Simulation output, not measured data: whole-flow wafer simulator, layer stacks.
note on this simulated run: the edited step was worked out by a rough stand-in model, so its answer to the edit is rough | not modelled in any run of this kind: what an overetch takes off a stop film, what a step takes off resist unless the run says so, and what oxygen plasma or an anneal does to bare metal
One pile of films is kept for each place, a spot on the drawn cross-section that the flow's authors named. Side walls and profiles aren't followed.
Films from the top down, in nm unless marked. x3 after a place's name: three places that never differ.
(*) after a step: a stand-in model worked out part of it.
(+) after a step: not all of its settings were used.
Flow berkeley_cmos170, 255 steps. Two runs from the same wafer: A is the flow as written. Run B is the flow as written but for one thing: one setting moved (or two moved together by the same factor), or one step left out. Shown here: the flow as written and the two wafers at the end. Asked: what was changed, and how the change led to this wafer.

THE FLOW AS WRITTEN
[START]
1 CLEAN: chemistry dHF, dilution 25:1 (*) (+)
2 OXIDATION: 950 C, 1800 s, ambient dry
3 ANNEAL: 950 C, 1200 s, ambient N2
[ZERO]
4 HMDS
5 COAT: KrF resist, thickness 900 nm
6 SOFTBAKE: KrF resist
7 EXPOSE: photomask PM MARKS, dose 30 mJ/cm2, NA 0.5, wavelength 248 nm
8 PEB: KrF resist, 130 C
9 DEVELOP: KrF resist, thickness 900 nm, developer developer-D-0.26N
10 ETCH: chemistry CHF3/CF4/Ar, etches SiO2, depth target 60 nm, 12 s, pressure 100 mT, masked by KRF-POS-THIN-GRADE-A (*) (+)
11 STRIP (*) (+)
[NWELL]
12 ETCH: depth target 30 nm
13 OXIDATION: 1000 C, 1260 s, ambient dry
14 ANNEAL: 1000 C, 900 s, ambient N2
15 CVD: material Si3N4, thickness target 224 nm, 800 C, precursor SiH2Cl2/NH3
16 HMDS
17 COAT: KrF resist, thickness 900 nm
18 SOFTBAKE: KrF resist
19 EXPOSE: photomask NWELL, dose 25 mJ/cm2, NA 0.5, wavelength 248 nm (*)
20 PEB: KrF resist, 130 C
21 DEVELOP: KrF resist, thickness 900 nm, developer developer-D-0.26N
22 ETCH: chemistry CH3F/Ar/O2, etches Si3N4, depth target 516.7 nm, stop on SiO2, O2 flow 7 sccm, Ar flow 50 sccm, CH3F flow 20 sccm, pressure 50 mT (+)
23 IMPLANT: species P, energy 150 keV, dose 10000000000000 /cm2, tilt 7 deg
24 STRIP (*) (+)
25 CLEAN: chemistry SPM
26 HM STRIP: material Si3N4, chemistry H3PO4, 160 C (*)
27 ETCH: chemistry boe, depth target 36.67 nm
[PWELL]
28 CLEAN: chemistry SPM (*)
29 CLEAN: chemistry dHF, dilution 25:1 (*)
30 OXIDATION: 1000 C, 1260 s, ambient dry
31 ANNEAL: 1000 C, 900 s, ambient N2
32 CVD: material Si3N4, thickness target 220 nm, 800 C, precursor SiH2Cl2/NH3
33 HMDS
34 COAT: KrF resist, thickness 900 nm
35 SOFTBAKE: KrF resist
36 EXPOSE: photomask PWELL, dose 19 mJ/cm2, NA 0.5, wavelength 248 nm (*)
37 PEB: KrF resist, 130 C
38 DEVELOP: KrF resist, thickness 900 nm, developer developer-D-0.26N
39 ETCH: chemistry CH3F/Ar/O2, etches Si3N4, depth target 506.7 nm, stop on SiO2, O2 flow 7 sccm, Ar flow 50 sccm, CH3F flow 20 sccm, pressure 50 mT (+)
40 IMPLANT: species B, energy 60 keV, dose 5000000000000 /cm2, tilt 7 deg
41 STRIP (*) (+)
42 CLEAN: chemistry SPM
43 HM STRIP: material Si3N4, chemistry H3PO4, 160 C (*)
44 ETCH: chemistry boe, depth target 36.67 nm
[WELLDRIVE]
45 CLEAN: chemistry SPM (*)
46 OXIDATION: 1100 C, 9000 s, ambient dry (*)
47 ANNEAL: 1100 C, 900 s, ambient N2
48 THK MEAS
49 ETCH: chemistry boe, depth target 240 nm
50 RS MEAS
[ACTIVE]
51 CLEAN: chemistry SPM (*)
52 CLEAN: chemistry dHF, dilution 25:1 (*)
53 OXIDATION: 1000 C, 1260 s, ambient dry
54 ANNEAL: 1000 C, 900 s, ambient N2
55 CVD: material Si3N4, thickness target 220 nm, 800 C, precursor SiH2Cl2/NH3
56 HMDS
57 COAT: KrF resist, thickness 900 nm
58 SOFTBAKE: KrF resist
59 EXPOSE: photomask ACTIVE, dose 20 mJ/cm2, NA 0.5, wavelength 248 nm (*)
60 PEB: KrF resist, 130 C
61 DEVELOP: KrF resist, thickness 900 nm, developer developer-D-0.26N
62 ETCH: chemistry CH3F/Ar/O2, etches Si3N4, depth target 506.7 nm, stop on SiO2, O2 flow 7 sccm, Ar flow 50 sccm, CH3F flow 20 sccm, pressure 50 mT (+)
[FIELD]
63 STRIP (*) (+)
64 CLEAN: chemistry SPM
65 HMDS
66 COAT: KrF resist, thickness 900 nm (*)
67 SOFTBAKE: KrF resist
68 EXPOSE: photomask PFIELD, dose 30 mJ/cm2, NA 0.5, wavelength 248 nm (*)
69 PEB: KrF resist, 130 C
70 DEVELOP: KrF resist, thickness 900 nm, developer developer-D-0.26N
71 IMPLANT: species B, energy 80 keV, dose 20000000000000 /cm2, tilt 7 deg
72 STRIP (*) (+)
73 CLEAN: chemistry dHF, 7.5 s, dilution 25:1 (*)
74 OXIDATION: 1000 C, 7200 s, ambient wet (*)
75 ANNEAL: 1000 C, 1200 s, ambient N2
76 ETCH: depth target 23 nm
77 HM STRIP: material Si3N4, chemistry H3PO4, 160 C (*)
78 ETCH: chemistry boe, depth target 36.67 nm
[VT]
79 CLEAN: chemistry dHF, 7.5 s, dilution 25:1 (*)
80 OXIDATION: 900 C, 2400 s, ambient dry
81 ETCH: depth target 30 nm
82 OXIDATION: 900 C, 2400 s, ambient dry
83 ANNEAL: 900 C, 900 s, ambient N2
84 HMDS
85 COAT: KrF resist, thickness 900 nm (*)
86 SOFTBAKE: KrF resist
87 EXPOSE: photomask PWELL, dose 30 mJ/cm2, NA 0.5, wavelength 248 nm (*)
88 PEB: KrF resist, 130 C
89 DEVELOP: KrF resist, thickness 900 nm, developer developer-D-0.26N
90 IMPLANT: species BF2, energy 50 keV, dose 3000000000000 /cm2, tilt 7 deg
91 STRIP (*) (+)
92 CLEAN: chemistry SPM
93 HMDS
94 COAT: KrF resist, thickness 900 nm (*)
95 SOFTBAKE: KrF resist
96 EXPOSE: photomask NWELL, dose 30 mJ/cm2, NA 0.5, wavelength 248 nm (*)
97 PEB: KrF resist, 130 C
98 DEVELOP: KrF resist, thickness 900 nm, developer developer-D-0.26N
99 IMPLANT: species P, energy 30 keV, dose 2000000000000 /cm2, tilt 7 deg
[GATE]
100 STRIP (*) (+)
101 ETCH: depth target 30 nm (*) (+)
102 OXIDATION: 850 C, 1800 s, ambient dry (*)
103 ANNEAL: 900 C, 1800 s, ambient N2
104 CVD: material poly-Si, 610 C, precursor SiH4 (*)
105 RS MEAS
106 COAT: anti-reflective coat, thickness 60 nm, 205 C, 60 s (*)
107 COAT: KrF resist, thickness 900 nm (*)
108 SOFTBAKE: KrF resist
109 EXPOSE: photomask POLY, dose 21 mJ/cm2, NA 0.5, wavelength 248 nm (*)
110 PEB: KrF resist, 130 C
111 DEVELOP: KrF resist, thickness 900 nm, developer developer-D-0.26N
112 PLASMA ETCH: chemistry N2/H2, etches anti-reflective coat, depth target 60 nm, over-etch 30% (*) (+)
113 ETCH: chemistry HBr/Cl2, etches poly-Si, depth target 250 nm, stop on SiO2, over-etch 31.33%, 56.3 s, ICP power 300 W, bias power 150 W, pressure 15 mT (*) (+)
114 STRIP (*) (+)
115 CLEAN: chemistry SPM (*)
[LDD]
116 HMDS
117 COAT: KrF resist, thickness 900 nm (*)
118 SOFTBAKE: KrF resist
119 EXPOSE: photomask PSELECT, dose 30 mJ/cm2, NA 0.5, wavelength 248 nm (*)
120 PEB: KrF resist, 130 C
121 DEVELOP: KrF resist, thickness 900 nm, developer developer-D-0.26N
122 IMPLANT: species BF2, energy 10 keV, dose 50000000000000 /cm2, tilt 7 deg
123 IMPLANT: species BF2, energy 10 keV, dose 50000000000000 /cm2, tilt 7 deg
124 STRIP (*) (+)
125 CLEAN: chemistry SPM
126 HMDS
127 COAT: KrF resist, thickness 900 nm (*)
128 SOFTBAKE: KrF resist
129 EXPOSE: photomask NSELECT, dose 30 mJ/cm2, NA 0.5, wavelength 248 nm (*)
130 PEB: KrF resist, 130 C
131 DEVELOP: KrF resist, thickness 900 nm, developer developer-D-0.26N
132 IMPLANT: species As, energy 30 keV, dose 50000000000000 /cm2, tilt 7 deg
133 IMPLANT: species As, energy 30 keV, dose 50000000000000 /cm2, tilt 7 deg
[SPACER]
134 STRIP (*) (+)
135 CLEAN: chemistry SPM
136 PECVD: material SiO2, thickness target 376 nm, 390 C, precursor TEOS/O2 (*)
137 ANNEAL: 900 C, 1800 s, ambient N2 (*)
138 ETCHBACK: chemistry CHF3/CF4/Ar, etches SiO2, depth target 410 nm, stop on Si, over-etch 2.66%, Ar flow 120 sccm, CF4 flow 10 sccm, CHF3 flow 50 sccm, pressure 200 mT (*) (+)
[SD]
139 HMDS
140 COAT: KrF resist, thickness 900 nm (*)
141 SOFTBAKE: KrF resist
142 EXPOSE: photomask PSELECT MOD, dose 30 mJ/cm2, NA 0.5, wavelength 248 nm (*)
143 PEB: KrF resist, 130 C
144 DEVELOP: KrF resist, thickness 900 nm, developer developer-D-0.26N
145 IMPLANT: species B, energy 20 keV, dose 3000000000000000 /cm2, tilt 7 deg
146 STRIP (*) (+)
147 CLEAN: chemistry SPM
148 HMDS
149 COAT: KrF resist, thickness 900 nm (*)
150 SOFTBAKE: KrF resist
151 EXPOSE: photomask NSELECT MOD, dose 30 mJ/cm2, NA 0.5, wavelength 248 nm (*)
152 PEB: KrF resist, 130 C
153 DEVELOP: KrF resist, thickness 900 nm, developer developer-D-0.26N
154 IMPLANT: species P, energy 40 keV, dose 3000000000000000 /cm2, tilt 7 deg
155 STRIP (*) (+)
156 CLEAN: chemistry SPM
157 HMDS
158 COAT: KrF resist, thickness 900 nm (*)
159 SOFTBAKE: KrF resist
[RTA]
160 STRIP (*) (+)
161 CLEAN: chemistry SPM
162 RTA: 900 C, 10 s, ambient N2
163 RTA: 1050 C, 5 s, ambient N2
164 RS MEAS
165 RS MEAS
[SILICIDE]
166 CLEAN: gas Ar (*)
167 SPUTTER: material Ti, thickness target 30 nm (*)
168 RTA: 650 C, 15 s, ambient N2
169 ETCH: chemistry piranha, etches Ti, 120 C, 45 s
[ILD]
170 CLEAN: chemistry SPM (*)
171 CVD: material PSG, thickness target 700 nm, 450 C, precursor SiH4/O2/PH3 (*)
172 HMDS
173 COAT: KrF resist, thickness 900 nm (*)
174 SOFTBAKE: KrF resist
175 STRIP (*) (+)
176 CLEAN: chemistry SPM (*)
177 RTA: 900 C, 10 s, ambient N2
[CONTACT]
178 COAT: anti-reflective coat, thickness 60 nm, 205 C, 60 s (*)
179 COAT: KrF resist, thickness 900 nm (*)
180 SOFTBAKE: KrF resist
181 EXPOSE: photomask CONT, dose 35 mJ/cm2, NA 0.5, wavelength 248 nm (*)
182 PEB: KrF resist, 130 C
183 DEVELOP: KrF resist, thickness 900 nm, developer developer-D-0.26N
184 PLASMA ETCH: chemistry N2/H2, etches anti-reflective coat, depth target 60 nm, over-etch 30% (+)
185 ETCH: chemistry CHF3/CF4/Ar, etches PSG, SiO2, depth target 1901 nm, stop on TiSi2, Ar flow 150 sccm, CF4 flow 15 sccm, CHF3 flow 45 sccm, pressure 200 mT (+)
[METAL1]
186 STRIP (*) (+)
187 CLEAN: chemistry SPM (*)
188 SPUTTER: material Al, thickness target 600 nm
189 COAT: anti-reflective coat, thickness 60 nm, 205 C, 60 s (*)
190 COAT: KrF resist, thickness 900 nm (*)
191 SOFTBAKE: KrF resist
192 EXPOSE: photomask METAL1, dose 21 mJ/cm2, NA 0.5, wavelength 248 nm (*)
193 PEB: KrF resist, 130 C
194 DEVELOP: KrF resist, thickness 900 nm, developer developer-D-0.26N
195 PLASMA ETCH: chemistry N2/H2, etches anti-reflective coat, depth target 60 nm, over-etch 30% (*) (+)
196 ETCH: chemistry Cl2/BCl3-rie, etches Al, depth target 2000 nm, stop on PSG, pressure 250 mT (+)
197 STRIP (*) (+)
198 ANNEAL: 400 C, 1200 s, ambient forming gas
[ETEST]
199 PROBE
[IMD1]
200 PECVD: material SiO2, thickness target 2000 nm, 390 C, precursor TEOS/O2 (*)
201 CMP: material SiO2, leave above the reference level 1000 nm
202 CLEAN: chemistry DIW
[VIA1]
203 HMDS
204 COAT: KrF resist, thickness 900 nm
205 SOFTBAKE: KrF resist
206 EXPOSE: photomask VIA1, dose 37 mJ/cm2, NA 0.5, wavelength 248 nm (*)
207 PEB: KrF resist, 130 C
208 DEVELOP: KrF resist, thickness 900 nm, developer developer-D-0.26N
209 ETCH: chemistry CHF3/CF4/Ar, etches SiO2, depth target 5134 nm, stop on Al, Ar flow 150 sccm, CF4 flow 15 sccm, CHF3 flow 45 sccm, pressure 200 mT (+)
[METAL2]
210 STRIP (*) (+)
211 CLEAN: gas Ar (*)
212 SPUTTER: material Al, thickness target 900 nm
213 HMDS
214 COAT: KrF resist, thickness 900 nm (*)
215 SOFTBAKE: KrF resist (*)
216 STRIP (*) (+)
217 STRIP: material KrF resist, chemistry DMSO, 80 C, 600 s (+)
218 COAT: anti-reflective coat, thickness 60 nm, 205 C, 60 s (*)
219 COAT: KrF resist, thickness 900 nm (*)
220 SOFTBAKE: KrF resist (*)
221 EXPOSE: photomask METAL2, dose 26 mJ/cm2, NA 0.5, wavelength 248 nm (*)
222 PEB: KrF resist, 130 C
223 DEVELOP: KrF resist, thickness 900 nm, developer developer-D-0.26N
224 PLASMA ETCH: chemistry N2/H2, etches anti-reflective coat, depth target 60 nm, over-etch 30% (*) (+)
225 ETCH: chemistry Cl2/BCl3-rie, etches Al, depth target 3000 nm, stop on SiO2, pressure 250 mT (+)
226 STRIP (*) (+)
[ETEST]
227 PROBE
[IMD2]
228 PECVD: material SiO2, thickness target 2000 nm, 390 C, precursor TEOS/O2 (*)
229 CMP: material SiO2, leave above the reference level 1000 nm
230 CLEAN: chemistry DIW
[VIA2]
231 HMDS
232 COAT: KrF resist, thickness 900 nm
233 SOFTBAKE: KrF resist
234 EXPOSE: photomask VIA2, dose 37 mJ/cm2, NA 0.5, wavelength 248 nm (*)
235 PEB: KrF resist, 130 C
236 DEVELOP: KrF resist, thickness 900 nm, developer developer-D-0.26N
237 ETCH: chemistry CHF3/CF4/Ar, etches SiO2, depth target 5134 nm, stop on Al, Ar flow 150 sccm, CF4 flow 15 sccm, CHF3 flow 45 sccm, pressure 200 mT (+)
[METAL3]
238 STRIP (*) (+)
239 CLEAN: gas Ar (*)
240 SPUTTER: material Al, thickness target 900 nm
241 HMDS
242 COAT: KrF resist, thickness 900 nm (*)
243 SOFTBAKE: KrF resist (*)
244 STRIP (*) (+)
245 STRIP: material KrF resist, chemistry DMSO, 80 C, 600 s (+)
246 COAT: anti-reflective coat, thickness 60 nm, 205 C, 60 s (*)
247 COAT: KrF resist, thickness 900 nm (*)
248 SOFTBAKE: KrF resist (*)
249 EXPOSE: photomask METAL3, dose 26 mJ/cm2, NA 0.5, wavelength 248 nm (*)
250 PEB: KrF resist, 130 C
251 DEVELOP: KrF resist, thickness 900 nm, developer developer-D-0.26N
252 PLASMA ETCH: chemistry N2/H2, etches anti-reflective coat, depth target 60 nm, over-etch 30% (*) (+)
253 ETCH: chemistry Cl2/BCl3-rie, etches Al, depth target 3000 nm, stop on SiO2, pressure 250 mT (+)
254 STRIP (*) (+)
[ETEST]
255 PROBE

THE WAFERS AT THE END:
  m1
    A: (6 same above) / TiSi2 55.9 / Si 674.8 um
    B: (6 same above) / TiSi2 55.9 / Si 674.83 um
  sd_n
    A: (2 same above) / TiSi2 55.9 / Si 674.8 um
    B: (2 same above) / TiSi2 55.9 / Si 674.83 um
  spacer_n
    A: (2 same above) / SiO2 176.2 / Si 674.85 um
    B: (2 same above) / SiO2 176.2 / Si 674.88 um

The cause: step 46, OXIDATION: 4500 s was run, where the flow has 9000 s.

How the change led to this, step by step:
  46 OXIDATION: 1100 C, 9000 s, ambient dry (*)
      field, sd_n, spacer_n and 9 more: A SiO2 +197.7 (new film), chemical SiO2 -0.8 (all of it), Si -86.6 | B SiO2 +129.2 (new film), chemical SiO2 -0.8 (all of it), Si -56.5
  49 ETCH: chemistry boe, depth target 240 nm
      field, sd_n, spacer_n and 9 more: A SiO2 -197.7 (all of it) | B SiO2 -129.2 (all of it)
